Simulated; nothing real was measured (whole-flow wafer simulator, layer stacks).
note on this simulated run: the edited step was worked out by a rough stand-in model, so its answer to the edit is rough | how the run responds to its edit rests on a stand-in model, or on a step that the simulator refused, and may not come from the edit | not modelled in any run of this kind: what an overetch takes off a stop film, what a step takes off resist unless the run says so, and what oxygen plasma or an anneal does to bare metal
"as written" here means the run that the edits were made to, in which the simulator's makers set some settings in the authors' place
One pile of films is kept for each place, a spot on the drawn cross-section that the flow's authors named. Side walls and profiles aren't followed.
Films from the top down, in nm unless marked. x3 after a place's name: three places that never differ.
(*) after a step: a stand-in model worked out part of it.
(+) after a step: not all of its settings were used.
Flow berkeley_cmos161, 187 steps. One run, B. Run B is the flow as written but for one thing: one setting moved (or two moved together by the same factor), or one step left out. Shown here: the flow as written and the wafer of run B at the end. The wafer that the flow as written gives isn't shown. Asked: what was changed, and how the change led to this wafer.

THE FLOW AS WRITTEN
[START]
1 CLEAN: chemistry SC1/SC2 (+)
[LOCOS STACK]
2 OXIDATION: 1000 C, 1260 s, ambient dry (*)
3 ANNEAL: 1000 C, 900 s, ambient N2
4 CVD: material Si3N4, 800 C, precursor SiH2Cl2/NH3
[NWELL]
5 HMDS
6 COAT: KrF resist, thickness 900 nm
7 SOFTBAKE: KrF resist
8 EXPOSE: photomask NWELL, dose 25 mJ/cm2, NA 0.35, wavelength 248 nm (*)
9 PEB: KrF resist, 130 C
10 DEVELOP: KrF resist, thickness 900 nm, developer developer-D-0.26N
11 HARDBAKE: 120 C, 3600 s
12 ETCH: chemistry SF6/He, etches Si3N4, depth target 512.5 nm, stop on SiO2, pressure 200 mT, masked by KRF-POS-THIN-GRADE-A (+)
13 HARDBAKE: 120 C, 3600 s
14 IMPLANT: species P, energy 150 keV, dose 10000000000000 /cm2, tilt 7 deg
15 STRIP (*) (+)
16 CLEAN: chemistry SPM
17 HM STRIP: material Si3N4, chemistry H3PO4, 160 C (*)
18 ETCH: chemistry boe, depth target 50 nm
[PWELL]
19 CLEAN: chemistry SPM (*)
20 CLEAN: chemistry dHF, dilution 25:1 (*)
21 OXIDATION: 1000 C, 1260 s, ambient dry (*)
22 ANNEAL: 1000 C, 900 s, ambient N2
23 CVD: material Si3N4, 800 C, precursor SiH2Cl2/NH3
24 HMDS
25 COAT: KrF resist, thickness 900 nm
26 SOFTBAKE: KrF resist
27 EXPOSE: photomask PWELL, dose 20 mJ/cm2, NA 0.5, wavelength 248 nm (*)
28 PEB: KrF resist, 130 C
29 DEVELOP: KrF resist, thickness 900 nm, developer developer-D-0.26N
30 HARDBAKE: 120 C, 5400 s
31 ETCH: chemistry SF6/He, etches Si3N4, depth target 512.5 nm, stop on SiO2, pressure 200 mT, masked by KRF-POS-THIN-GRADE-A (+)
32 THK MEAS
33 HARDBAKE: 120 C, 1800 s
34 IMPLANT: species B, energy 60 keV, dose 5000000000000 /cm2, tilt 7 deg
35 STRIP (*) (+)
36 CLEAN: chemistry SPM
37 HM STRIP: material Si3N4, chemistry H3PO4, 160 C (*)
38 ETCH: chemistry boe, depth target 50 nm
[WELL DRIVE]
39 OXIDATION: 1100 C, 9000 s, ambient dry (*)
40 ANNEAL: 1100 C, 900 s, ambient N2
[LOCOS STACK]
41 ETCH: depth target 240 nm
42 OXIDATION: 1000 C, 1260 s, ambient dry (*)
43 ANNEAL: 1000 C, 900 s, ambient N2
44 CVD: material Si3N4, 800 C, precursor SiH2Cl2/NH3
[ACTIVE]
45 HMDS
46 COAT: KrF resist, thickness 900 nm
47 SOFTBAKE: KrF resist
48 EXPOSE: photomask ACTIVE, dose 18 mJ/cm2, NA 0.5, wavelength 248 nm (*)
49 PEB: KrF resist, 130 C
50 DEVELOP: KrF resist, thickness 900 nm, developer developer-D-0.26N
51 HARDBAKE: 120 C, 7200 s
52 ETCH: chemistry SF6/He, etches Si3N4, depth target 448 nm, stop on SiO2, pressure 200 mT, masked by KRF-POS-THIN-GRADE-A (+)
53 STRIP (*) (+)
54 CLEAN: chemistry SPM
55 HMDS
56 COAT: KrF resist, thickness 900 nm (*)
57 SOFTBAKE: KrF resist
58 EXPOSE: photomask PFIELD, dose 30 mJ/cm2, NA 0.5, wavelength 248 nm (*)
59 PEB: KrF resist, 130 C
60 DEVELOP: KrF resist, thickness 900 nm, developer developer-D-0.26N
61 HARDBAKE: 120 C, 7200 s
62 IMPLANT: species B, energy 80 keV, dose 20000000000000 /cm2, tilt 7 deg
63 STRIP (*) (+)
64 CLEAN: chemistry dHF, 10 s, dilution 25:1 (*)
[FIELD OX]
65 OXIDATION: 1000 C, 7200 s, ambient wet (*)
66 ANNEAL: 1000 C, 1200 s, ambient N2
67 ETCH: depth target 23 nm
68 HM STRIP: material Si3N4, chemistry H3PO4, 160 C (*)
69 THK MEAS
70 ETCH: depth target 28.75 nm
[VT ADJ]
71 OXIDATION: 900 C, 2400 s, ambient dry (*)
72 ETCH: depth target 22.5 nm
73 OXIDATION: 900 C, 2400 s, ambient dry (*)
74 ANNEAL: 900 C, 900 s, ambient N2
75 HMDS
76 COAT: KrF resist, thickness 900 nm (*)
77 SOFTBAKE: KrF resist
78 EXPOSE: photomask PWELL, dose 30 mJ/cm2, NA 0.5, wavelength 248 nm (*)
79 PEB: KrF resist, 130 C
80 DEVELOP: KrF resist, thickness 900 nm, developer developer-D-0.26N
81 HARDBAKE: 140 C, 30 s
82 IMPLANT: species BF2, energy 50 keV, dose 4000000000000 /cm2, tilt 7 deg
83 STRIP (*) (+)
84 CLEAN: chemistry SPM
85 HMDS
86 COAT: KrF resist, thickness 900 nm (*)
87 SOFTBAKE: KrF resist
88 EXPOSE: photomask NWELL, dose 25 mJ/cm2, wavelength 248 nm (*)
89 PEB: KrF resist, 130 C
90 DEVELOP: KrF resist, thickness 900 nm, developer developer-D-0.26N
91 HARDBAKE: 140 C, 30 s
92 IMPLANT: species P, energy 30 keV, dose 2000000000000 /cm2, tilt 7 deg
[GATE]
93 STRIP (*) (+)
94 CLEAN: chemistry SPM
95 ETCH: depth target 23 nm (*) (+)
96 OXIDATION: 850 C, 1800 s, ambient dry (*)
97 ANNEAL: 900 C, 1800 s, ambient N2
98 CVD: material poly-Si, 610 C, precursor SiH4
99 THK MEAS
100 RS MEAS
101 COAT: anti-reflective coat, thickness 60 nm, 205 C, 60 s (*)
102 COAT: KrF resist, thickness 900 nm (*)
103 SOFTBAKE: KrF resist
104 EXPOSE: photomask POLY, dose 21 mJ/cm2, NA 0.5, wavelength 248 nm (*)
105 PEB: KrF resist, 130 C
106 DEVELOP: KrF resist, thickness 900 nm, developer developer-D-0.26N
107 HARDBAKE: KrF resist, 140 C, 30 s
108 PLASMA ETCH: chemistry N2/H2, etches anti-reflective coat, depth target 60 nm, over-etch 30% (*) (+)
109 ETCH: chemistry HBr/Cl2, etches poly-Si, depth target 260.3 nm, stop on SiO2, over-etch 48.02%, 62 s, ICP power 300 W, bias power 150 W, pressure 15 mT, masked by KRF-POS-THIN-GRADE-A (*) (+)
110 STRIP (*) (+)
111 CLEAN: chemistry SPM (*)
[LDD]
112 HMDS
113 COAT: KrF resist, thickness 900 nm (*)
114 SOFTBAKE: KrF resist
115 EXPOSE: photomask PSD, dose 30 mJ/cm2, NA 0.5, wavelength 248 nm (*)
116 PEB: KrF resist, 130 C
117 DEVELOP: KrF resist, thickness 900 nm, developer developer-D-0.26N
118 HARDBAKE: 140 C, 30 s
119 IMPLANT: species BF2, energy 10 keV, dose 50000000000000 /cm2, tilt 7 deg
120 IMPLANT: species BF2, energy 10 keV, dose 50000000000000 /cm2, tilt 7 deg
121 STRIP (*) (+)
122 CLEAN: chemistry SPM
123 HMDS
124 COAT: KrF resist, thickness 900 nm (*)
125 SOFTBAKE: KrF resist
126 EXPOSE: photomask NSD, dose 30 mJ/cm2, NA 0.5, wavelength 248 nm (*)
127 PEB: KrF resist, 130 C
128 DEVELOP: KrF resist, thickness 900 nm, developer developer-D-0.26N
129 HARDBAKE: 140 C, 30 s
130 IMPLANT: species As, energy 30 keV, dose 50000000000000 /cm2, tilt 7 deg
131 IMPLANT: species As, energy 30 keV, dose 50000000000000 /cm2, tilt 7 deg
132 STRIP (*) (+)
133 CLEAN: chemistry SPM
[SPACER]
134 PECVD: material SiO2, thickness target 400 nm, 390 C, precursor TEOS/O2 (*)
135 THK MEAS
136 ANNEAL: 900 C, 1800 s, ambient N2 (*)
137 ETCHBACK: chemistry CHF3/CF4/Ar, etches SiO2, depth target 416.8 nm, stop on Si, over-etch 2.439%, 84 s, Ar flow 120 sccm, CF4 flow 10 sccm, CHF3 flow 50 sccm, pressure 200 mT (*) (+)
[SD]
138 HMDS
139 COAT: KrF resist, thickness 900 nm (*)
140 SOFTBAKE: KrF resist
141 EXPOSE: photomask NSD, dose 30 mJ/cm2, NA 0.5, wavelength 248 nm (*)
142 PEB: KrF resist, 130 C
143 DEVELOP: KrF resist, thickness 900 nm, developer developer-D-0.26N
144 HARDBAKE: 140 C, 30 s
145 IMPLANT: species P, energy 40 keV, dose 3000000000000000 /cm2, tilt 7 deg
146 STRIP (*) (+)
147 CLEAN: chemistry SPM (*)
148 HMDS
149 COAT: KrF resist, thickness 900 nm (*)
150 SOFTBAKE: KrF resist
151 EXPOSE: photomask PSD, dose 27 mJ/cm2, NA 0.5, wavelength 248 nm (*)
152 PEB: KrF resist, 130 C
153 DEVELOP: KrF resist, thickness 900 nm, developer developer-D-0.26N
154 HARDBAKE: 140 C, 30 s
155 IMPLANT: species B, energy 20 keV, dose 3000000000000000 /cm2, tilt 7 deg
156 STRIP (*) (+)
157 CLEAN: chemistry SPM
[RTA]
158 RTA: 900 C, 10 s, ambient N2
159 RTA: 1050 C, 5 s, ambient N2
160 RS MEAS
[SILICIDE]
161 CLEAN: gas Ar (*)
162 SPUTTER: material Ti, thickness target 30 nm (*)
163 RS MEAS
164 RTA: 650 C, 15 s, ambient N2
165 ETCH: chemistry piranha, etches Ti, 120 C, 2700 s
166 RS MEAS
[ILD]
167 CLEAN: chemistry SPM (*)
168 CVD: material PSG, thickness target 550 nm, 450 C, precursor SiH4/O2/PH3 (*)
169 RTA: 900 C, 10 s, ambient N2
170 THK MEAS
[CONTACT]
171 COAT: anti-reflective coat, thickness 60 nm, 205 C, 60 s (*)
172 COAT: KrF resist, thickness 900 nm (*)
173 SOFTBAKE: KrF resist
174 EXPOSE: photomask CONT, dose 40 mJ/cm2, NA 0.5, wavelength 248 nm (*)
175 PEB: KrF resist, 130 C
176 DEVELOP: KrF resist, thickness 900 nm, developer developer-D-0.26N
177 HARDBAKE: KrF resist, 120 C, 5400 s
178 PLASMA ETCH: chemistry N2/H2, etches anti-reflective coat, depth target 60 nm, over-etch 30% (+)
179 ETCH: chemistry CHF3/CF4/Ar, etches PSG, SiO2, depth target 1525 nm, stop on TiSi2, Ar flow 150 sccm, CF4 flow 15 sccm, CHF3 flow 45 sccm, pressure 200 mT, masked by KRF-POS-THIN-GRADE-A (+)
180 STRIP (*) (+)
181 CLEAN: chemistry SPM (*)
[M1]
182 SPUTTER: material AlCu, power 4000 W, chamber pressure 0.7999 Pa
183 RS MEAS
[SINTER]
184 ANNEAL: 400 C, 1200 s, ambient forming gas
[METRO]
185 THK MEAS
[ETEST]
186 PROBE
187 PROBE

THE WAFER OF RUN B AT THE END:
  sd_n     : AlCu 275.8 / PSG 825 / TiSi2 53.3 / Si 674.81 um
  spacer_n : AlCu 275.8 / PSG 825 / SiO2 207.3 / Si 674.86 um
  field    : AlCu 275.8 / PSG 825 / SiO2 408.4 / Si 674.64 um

The cause: step 168, CVD: thickness target 825 nm was run, where the flow has thickness target 550 nm.
It can be read off the wafer: sd_n has PSG 825, and step 168 as written asks for 550 nm.

How the change led to this, step by step:
  168 CVD: material PSG, thickness target 550 nm, 450 C, precursor SiH4/O2/PH3 (*)
      field, sd_n, spacer_n, gate_n, spacer_p, gate_p, contact, m1: PSG +825 (new film) (as written it would be: PSG +550 (new film))
      sd_p: PSG +777.2 (new film) (as written it would be: PSG +521.9 (new film))
  171 COAT: anti-reflective coat, thickness 60 nm, 205 C, 60 s (*)
      field: anti-reflective coat +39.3 (new film) (as written it would be: anti-reflective coat +38.5 (new film))
      sd_n: anti-reflective coat +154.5 (new film) (as written it would be: anti-reflective coat +149.7 (new film))
      (and at 4 more places)
  178 PLASMA ETCH: chemistry N2/H2, etches anti-reflective coat, depth target 60 nm, over-etch 30% (+)
      field, sd_n, spacer_n, gate_n, sd_p, spacer_p, gate_p, m1: KrF resist -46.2 (as written it would be: KrF resist -44.3)
      contact: anti-reflective coat -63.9 (all of it), PSG -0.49 (as written it would be: anti-reflective coat -61.4 (all of it), PSG -0.47)
  179 ETCH: chemistry CHF3/CF4/Ar, etches PSG, SiO2, depth target 1525 nm, stop on TiSi2, Ar flow 150 sccm, CF4 flow 15 sccm, CHF3 flow 45 sccm, pressure 200 mT, masked by KRF-POS-THIN-GRADE-A (+)
      field, sd_n, spacer_n, gate_n, sd_p, spacer_p, gate_p, m1: KrF resist -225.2 (as written it would be: KrF resist -156.4)
      contact: PSG -824.5 (all of it), TiSi2 -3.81 (as written it would be: PSG -549.5 (all of it), TiSi2 -3.81)
  180 STRIP (*) (+)
      field: KrF resist -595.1 (all of it), anti-reflective coat -39.3 (all of it) (as written it would be: KrF resist -665.1 (all of it), anti-reflective coat -38.5 (all of it))
      sd_n: KrF resist -617.9 (all of it), anti-reflective coat -154.5 (all of it) (as written it would be: KrF resist -692.5 (all of it), anti-reflective coat -149.7 (all of it))
      (and at 6 more places)
  182 SPUTTER: material AlCu, power 4000 W, chamber pressure 0.7999 Pa
      contact: AlCu +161 (new film) (as written it would be: AlCu +192.2 (new film))
